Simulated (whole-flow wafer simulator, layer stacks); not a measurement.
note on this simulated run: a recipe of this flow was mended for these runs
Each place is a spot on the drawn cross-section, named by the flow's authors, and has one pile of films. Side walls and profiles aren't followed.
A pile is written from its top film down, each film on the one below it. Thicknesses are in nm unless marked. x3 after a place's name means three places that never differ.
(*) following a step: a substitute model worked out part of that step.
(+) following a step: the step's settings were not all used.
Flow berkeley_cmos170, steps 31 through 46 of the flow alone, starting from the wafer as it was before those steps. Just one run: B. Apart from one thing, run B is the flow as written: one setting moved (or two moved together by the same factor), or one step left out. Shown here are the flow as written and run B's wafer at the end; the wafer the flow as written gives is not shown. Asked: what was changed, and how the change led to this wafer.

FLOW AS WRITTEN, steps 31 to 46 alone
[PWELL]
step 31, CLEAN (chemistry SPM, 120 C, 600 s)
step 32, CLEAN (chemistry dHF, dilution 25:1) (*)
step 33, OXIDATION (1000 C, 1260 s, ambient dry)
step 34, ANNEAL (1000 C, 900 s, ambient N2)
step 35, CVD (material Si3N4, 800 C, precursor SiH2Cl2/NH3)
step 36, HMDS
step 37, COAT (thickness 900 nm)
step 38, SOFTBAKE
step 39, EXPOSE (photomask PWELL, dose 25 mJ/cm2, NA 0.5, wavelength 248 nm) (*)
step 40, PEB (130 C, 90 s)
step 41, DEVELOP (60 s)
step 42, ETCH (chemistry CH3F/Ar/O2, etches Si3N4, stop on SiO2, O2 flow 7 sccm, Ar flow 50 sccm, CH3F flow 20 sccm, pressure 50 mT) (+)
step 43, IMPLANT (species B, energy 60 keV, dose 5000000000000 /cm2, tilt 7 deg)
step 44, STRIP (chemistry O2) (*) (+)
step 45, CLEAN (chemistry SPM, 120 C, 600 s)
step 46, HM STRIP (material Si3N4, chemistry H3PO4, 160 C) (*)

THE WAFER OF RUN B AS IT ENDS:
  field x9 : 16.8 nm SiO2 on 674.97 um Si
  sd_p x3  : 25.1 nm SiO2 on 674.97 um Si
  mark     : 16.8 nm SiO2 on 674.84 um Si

Cause: step 46, HM STRIP: 149 C was run, while the flow as written has 160 C.

Step by step, how the change led to this:
  step 46, HM STRIP (material Si3N4, chemistry H3PO4, 160 C) (*)
      field x9, mark: -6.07 SiO2 (it would be, as written: -14 SiO2)
      sd_p x3: -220 Si3N4 (all of it), -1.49 SiO2 (it would be, as written: -220 Si3N4 (all of it), -6.88 SiO2)
